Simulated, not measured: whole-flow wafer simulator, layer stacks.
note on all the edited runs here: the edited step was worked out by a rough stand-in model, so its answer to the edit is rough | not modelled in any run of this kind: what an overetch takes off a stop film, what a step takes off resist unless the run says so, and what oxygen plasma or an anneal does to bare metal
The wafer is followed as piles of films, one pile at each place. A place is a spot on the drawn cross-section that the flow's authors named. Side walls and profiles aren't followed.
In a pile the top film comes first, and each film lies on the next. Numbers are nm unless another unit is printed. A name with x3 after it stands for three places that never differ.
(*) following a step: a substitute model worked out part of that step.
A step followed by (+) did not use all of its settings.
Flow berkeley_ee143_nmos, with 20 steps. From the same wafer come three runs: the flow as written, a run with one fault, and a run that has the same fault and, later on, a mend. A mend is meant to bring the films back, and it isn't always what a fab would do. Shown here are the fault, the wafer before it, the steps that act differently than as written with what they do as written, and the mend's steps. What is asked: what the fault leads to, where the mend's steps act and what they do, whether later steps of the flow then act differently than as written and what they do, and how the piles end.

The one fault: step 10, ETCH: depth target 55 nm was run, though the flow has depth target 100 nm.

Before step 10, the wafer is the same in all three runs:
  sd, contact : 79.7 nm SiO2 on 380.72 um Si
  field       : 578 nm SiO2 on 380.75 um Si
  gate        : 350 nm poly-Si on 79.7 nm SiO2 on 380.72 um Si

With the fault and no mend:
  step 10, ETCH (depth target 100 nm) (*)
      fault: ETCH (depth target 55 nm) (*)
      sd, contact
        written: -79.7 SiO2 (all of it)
        fault: -55 SiO2
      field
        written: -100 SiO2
        fault: -55 SiO2
  Steps later in the flow that act otherwise than as written:
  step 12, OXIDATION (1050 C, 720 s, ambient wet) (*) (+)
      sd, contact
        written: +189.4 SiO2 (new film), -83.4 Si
        fault: +175.4 SiO2, -77.2 Si
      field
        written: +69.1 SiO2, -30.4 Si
        fault: +64.9 SiO2, -28.6 Si
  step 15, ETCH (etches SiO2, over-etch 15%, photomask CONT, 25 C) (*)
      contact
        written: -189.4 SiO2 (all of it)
        fault: -200.1 SiO2 (all of it)
  The piles end different from the flow's at sd, field by more than 2% or 0.5 nm, whichever is larger.
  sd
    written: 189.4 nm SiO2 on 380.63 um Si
    fault: 200.1 nm SiO2 on 380.64 um Si
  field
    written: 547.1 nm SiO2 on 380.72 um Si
    fault: 587.9 nm SiO2 on 380.72 um Si

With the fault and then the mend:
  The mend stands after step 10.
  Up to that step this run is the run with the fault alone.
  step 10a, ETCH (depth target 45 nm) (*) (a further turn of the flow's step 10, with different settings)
      sd, contact
        -24.7 SiO2 (all of it)
      field
        -45 SiO2
  Later steps of the flow that are run all act as written at every place that is followed.
  The piles end the same as the flow's at every place that both follow.
